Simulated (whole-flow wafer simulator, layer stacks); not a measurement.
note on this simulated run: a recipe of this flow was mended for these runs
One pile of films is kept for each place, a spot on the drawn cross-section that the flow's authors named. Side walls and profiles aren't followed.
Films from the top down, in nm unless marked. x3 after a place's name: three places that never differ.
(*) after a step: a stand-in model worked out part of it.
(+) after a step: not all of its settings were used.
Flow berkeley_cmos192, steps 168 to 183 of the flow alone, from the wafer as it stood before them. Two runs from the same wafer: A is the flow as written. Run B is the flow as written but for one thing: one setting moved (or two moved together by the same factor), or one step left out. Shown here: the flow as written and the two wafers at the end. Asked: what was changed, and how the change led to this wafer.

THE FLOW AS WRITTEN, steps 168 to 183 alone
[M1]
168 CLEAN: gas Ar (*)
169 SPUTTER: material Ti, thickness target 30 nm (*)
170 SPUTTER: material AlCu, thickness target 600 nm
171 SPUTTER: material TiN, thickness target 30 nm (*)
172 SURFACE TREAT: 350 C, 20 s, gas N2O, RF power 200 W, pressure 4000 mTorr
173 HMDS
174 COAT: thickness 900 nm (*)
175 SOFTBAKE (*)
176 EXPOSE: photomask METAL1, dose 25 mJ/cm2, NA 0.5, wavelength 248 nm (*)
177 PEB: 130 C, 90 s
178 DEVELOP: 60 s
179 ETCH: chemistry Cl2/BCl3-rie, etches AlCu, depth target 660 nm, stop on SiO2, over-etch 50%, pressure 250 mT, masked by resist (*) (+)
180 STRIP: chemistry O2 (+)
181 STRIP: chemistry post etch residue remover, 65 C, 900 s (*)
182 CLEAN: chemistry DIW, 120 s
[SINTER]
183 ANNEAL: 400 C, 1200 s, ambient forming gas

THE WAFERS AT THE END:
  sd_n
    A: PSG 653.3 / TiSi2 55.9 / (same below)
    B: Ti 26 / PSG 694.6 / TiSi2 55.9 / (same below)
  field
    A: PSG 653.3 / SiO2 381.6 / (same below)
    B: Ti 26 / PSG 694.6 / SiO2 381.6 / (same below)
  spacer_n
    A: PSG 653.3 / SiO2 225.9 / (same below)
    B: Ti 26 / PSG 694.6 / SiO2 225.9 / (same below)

The cause: step 170, SPUTTER: thickness target 956 nm was run, where the flow has thickness target 600 nm.

How the change led to this, step by step:
  170 SPUTTER: material AlCu, thickness target 600 nm
      field, sd_n, spacer_n, gate, spacer_p, gate_p, m1: A AlCu +600 (new film) | B AlCu +956 (new film)
      sd_p: A AlCu +557.4 (new film) | B AlCu +906.3 (new film)
      (and at 1 more place)
  171 SPUTTER: material TiN, thickness target 30 nm (*)
      contact: A TiN +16 (new film) | B TiN +12.4 (new film)
  174 COAT: thickness 900 nm (*)
      contact: A KrF-resist +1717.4 (new film) | B KrF-resist +1857.9 (new film)
  179 ETCH: chemistry Cl2/BCl3-rie, etches AlCu, depth target 660 nm, stop on SiO2, over-etch 50%, pressure 250 mT, masked by resist (*) (+)
      field, sd_n, spacer_n, gate, spacer_p, gate_p: A TiN -30 (all of it), AlCu -600 (all of it), Ti -30 (all of it), PSG -41.2 | B TiN -30 (all of it), AlCu -956 (all of it), Ti -4
      sd_p: A TiN -26.2 (all of it), AlCu -557.4 (all of it), Ti -26.8 (all of it), PSG -47.4 | B TiN -26.1 (all of it), AlCu -906.3 (all of it), Ti -26.8 (all of it), PSG -3.84
  180 STRIP: chemistry O2 (+)
      contact: A KrF-resist -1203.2 (all of it) | B KrF-resist -1343.2 (all of it)
Counting metal films that touch as one body, sd_n has 1 body; the flow as written gives 0 bodies.
Counting metal films that touch as one body, field has 1 body; the flow as written gives 0 bodies.
Counting metal films that touch as one body, spacer_n has 1 body; the flow as written gives 0 bodies.
